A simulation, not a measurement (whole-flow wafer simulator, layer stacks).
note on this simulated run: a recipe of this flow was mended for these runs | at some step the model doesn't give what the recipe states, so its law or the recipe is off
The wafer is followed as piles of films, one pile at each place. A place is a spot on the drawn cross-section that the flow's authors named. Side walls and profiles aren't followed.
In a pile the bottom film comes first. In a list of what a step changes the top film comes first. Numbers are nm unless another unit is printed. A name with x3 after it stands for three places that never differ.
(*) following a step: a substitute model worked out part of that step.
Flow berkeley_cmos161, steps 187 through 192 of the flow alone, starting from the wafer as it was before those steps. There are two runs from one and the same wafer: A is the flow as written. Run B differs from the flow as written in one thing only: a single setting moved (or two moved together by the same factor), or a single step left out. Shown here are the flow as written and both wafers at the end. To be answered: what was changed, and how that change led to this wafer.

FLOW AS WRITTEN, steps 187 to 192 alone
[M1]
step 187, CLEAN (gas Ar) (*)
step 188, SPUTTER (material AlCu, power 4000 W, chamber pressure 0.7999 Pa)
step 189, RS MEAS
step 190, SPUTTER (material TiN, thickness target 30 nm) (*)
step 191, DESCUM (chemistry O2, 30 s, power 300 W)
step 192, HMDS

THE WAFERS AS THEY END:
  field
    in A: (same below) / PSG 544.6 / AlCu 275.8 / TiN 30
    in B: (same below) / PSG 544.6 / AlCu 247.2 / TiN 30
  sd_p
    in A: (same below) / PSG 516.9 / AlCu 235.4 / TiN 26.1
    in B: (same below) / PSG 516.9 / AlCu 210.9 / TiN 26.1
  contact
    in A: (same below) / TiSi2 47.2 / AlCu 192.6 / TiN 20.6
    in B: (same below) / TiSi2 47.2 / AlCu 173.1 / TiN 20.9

Cause: step 188, SPUTTER: power 3573 W was run, though the flow has power 4000 W.

How this came from the change, step by step:
  step 188, SPUTTER (material AlCu, power 4000 W, chamber pressure 0.7999 Pa)
      field, sd_n, spacer_n, gate_n, spacer_p, gate_p, m1: A +275.8 AlCu (new film) | B +247.2 AlCu (new film)
      sd_p: A +235.4 AlCu (new film) | B +210.9 AlCu (new film)
      (also at 1 further place)
